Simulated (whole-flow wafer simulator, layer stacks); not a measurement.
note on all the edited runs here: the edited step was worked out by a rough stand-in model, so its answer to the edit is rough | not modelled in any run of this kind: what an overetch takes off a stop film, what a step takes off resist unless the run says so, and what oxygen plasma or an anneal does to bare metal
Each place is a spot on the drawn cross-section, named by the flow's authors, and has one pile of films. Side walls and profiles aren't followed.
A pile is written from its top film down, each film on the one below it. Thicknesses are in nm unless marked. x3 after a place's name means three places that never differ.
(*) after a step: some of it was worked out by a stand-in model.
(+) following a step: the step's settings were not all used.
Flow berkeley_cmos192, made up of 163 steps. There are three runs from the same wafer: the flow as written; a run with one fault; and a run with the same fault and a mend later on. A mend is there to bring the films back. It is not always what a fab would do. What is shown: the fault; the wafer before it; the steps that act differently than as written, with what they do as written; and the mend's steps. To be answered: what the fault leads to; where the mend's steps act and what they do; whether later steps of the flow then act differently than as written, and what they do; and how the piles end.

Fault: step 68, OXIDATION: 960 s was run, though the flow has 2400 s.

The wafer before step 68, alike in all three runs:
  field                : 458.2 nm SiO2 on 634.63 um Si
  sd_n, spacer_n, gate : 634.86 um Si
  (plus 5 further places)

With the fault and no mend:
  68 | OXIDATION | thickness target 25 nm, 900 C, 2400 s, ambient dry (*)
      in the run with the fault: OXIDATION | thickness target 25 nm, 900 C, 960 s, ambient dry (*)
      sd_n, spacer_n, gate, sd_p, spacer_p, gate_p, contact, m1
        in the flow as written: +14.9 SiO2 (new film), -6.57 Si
        in the run with the fault: +8.44 SiO2 (new film), -3.71 Si
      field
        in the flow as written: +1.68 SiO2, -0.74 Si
        in the run with the fault: +0.67 SiO2, -0.3 Si
  Steps later in the flow that act otherwise than as written (37 more steps, not shown, differ only slightly: by at most 2% or 0.5 nm, whichever is larger):
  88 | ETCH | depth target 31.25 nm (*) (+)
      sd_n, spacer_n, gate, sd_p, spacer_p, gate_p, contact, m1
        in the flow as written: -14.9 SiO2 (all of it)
        in the run with the fault: -8.44 SiO2 (all of it)
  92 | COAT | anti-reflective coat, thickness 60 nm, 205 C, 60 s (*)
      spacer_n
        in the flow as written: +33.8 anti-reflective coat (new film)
        in the run with the fault: +34.8 anti-reflective coat (new film)
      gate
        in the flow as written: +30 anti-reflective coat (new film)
        in the run with the fault: +31 anti-reflective coat (new film)
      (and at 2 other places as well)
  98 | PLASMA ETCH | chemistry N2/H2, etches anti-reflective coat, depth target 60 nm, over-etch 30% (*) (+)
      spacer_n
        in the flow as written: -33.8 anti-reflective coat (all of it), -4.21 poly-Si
        in the run with the fault: -34.8 anti-reflective coat (all of it), -4.13 poly-Si
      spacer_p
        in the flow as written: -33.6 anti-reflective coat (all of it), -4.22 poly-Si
        in the run with the fault: -34.4 anti-reflective coat (all of it), -4.14 poly-Si
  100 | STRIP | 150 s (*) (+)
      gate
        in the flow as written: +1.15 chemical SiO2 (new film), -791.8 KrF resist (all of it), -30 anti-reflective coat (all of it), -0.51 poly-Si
        in the run with the fault: +1.15 chemical SiO2 (new film), -789.2 KrF resist (all of it), -31 anti-reflective coat (all of it), -0.51 poly-Si
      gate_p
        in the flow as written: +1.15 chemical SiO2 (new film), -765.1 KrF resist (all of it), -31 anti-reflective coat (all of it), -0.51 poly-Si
        in the run with the fault: +1.15 chemical SiO2 (new film), -763.2 KrF resist (all of it), -31.8 anti-reflective coat (all of it), -0.51 poly-Si
  At the end the piles are close to the flow's at the places that both follow, differing by at most 2% or 0.5 nm, whichever is larger.

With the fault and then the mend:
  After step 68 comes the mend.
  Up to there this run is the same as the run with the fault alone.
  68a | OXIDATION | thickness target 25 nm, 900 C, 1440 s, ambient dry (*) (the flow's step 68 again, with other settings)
      sd_n, spacer_n, gate, sd_p, spacer_p, gate_p, contact, m1
        +6.5 SiO2, -2.86 Si
      field
        +1.01 SiO2, -0.44 Si
  None of the later steps of the flow acts differently than as written at any place that is followed.
  The piles end the same as the flow's at every place that both follow.
